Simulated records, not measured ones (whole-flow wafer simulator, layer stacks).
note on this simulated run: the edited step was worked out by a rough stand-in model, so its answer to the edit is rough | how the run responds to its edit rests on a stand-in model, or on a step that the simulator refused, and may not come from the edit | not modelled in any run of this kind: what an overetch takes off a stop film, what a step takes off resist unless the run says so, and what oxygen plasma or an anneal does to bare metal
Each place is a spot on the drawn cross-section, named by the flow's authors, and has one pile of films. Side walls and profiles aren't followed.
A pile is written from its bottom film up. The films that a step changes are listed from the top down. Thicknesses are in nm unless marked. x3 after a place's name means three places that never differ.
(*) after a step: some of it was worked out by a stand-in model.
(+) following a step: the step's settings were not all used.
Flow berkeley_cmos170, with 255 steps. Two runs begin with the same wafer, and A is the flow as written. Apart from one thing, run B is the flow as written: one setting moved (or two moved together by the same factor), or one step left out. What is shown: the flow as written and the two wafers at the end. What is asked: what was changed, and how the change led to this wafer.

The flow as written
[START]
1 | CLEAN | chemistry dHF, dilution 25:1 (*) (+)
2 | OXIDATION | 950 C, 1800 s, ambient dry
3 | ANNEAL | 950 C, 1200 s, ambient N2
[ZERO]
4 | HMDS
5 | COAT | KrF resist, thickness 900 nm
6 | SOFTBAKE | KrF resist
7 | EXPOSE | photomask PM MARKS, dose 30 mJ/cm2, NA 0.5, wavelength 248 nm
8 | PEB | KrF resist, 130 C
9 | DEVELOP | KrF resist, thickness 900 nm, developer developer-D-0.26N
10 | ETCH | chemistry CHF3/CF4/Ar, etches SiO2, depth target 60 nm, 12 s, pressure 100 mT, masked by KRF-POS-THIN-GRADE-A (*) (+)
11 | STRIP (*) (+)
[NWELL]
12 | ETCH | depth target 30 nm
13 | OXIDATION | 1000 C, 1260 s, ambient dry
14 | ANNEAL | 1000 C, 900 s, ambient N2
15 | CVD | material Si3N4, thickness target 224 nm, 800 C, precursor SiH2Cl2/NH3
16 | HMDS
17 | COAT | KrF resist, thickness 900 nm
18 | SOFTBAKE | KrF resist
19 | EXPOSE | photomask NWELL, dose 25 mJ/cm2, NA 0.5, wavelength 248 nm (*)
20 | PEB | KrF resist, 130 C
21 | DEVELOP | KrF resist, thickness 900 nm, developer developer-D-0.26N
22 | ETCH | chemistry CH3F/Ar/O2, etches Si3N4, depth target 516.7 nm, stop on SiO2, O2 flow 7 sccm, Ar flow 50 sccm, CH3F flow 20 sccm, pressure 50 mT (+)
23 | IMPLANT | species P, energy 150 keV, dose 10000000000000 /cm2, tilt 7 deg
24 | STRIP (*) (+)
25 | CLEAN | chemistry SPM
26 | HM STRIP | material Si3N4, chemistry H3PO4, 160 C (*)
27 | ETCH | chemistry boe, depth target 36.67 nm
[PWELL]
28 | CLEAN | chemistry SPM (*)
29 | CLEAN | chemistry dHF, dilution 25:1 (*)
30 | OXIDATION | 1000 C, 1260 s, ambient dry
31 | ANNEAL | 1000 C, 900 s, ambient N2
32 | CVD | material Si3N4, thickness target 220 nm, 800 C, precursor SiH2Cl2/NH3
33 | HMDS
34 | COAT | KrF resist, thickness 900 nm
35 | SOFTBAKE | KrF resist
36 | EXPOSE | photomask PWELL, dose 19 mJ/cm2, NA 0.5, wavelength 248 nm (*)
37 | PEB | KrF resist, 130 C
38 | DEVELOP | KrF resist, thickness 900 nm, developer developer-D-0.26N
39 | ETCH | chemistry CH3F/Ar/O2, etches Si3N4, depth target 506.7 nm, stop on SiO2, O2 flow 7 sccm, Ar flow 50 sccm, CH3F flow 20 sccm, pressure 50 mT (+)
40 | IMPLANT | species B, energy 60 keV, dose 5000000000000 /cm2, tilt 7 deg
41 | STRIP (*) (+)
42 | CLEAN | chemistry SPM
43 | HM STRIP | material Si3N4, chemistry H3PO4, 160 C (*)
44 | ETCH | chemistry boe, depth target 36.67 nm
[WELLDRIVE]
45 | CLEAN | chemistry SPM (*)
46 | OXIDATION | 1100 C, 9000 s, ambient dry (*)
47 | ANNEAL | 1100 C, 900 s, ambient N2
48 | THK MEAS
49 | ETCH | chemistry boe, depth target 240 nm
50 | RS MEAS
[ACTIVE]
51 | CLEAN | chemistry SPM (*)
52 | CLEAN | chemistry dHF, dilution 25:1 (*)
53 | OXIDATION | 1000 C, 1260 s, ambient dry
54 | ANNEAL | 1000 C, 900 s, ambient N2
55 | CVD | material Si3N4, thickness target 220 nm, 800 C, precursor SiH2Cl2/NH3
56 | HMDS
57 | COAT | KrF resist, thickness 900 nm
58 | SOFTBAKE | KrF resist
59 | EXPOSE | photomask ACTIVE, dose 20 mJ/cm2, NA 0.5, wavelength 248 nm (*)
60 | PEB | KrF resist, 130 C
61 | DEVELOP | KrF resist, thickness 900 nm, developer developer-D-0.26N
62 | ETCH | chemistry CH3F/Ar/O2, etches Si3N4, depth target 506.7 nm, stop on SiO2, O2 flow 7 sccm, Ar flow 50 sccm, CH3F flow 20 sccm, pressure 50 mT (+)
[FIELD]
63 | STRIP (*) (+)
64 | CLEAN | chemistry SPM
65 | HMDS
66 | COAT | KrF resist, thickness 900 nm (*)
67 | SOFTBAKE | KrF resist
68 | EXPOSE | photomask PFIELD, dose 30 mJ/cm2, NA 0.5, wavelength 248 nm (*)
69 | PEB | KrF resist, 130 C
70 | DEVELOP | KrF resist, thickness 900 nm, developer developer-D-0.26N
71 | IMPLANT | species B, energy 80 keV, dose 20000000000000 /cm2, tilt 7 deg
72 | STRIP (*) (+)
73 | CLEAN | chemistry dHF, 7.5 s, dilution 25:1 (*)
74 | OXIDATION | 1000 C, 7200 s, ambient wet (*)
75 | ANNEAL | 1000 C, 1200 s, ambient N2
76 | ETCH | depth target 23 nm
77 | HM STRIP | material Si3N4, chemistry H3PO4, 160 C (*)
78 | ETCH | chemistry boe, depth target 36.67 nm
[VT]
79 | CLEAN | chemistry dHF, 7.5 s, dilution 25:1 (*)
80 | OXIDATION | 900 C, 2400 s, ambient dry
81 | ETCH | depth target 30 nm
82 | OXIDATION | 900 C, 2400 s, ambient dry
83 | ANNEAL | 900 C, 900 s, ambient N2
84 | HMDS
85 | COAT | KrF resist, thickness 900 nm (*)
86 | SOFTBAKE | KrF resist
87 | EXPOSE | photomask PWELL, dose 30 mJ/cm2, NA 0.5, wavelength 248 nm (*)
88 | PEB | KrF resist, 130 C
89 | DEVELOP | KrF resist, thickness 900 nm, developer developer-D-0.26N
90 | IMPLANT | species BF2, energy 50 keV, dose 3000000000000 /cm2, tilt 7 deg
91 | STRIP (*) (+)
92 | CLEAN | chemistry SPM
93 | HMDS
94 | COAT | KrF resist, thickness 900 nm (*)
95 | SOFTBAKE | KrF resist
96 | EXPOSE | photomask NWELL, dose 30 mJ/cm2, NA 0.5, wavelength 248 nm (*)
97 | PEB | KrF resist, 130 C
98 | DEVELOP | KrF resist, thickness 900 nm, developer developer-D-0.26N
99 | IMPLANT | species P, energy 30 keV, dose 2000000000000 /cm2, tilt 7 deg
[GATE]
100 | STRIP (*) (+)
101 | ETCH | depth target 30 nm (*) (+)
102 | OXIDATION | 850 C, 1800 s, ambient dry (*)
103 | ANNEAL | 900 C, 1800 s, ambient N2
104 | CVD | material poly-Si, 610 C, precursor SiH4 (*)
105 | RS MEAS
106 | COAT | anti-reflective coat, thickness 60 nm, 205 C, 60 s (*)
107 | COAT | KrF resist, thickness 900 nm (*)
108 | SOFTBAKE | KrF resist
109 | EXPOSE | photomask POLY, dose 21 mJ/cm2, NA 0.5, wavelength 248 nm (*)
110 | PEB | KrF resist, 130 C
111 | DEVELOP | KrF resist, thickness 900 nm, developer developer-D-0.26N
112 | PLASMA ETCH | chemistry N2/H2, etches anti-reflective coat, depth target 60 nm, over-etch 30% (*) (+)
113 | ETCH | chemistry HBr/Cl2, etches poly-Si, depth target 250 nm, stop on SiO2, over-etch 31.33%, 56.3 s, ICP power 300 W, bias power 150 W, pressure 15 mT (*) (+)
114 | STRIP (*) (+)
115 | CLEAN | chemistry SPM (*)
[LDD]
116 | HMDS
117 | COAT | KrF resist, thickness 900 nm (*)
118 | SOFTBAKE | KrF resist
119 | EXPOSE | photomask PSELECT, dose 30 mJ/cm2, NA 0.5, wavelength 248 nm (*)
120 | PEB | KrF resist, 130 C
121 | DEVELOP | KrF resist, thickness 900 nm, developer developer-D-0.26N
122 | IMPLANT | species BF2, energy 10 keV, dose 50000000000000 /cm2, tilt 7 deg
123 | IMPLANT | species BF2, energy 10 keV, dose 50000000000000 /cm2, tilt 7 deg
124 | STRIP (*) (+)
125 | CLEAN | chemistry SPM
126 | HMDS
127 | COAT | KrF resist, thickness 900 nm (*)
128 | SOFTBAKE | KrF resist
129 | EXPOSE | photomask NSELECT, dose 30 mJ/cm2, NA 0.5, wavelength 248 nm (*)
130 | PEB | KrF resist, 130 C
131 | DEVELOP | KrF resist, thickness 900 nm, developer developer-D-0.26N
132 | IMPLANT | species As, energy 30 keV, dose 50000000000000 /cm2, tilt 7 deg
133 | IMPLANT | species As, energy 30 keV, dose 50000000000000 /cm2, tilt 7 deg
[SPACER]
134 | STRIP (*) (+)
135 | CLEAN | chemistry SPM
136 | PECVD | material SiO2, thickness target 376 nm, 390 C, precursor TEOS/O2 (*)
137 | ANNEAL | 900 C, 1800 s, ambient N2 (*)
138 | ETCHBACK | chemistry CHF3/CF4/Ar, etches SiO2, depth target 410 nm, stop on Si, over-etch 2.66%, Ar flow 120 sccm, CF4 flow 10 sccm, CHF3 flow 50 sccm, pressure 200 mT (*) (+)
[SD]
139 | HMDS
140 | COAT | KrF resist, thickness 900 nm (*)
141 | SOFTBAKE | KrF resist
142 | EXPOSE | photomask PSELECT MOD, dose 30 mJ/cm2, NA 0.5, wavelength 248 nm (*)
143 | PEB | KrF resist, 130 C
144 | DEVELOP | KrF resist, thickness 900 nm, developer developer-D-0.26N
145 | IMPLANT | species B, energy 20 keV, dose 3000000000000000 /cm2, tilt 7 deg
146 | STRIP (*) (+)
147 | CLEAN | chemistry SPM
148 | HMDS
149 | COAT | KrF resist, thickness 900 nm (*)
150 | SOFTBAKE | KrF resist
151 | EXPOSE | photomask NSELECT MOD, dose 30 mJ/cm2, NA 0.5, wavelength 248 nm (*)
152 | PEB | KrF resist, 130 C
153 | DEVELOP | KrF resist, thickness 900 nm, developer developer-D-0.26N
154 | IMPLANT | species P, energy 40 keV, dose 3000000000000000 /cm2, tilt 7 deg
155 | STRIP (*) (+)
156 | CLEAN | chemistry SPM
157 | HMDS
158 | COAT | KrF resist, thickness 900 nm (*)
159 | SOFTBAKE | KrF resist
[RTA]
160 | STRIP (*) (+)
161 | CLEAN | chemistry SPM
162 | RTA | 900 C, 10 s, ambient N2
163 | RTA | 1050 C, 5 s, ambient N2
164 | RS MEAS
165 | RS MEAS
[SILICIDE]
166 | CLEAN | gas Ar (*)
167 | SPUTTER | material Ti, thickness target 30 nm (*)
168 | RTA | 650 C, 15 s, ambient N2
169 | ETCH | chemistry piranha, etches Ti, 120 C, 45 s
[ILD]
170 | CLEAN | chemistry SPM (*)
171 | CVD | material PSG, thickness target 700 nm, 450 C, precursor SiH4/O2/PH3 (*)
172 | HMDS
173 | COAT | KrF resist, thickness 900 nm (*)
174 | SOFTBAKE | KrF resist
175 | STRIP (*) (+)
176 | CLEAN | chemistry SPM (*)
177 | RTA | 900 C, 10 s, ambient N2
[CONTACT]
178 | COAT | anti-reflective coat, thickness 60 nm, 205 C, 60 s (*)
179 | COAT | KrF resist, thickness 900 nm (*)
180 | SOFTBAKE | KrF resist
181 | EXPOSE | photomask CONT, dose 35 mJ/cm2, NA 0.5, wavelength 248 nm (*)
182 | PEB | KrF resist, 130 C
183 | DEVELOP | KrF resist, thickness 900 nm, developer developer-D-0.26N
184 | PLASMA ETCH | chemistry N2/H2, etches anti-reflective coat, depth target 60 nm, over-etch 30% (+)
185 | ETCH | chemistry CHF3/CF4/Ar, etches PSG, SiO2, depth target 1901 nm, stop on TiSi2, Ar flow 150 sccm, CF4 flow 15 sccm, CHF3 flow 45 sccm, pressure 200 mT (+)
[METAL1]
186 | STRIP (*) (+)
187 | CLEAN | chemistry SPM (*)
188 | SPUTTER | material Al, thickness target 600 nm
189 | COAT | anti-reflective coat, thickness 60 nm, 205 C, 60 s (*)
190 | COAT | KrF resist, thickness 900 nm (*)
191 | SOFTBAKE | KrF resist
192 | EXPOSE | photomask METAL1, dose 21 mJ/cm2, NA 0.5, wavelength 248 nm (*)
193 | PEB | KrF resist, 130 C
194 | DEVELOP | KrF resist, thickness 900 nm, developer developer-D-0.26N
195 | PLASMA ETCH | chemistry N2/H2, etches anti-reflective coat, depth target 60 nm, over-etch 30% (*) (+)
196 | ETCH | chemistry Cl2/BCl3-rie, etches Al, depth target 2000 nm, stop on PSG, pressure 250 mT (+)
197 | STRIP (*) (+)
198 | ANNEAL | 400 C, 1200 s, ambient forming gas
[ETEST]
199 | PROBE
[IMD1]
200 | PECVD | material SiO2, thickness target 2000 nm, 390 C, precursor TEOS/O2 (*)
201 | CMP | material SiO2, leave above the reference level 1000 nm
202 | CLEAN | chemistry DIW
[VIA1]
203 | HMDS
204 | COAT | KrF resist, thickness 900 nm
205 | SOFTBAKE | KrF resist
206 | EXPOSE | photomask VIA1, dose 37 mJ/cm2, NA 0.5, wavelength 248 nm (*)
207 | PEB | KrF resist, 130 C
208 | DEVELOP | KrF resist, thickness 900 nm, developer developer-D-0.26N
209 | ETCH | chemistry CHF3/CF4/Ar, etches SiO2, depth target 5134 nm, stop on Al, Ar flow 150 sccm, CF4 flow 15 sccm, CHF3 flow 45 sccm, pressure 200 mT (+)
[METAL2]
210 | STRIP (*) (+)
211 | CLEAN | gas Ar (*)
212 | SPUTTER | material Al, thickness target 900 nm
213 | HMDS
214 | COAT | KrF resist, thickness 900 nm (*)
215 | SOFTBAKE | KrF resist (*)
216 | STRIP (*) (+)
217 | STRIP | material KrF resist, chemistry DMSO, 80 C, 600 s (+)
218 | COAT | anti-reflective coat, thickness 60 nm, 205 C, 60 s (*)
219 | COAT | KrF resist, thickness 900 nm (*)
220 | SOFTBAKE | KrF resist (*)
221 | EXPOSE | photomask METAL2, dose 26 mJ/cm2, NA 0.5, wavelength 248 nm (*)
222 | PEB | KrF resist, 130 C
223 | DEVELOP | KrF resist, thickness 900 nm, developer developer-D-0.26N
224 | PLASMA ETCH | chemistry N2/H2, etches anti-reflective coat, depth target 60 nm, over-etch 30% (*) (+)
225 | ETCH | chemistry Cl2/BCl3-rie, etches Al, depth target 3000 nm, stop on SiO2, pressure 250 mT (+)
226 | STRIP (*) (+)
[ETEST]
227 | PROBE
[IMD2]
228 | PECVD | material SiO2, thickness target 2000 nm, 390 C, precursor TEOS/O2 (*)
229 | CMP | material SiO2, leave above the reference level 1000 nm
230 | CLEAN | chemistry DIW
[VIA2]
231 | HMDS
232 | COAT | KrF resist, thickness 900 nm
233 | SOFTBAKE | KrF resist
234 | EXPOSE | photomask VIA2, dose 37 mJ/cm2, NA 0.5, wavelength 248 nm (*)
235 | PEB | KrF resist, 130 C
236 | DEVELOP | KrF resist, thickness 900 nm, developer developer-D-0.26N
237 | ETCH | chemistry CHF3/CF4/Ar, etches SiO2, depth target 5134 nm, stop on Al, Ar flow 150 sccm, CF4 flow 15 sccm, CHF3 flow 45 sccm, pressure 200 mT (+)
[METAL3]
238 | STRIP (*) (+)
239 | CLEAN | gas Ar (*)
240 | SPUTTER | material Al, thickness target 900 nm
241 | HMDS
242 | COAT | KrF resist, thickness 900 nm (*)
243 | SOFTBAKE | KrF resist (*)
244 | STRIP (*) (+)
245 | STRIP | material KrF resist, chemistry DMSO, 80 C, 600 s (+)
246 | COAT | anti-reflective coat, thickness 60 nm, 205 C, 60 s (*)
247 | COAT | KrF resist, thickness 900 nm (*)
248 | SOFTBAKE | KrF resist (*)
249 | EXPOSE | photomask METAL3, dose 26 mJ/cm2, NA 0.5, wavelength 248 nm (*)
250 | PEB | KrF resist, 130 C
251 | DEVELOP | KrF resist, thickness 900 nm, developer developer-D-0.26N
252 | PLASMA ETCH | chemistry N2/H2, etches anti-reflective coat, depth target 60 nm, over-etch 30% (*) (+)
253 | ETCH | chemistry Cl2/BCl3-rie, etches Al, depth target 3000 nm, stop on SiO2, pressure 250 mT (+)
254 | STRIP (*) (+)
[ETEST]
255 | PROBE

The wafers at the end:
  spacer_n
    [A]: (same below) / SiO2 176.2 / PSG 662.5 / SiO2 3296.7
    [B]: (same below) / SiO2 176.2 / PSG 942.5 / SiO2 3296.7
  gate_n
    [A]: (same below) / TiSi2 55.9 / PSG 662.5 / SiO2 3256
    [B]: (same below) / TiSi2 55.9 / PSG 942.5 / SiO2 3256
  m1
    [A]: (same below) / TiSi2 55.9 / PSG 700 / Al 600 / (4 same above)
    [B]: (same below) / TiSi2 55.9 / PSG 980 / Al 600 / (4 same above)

Cause: step 171, CVD: thickness target 980 nm was run, while the flow as written has thickness target 700 nm.
One can read it off the wafer: m1 has PSG 980, and step 171 as written asks for 700 nm.

The path from the change to this, step by step:
  171 | CVD | material PSG, thickness target 700 nm, 450 C, precursor SiH4/O2/PH3 (*)
      field, sd_n, spacer_n and 9 more: A +700 PSG (new film) | B +980 PSG (new film)
  178 | COAT | anti-reflective coat, thickness 60 nm, 205 C, 60 s (*)
      field: A +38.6 anti-reflective coat (new film) | B +39.4 anti-reflective coat (new film)
      spacer_n: A +41.2 anti-reflective coat (new film) | B +42.1 anti-reflective coat (new film)
      (and at 2 other places as well)
  184 | PLASMA ETCH | chemistry N2/H2, etches anti-reflective coat, depth target 60 nm, over-etch 30% (+)
      field, sd_n, spacer_n and 8 more: A -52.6 KrF resist | B -53.8 KrF resist
      contact: A -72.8 anti-reflective coat (all of it), -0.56 PSG | B -74.5 anti-reflective coat (all of it), -0.57 PSG
  185 | ETCH | chemistry CHF3/CF4/Ar, etches PSG, SiO2, depth target 1901 nm, stop on TiSi2, Ar flow 150 sccm, CF4 flow 15 sccm, CHF3 flow 45 sccm, pressure 200 mT (+)
      field, sd_n, spacer_n and 8 more: A -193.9 KrF resist | B -263.9 KrF resist
      contact: A -699.4 PSG (all of it), -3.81 TiSi2 | B -979.4 PSG (all of it), -3.81 TiSi2
  186 | STRIP (*) (+)
      field: A -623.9 KrF resist (all of it), -38.6 anti-reflective coat (all of it) | B -553 KrF resist (all of it), -39.4 anti-reflective coat (all of it)
      sd_n: A -643.8 KrF resist (all of it), -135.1 anti-reflective coat (all of it) | B -571.5 KrF resist (all of it), -137.4 anti-reflective coat (all of it)
      (and at 9 other places as well)
  188 | SPUTTER | material Al, thickness target 600 nm
      contact: A +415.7 Al (new film) | B +353.1 Al (new film)
  189 | COAT | anti-reflective coat, thickness 60 nm, 205 C, 60 s (*)
      sd_n: A +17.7 anti-reflective coat (new film) | B +7.09 anti-reflective coat (new film)
      contact: A +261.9 anti-reflective coat (new film) | B +334 anti-reflective coat (new film)
      (and at 1 other place as well)
  190 | COAT | KrF resist, thickness 900 nm (*)
      sd_n: A +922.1 KrF resist (new film) | B +899.4 KrF resist (new film)
      contact: A +1495.4 KrF resist (new film) | B +1709.9 KrF resist (new film)
  194 | DEVELOP | KrF resist, thickness 900 nm, developer developer-D-0.26N
      sd_n: A -920.6 KrF resist (all of it) | B -898 KrF resist (all of it)
  195 | PLASMA ETCH | chemistry N2/H2, etches anti-reflective coat, depth target 60 nm, over-etch 30% (*) (+)
      sd_n: A -17.7 anti-reflective coat (all of it) | B -7.09 anti-reflective coat (all of it)
  197 | STRIP (*) (+)
      contact: A -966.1 KrF resist (all of it), -261.9 anti-reflective coat (all of it) | B -1179.6 KrF resist (all of it), -334 anti-reflective coat (all of it)
      via1: A -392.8 KrF resist (all of it), -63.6 anti-reflective coat (all of it) | B -386.1 KrF resist (all of it), -62.1 anti-reflective coat (all of it)
  201 | CMP | material SiO2, leave above the reference level 1000 nm
      contact: A -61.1 SiO2 | B nothing
  204 | COAT | KrF resist, thickness 900 nm
      contact: A +900 KrF resist (new film) | B +1208.7 KrF resist (new film)
  207 | PEB | KrF resist, 130 C
      contact: A -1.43 KrF resist | B -2.04 KrF resist
  210 | STRIP (*) (+)
      contact: A -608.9 KrF resist (all of it) | B -917 KrF resist (all of it)
  212 | SPUTTER | material Al, thickness target 900 nm
      contact: A +900 Al (new film) | B +798.6 Al (new film)
  ... 6 other steps ...
  229 | CMP | material SiO2, leave above the reference level 1000 nm
      contact: A -1000 SiO2 | B -579.8 SiO2
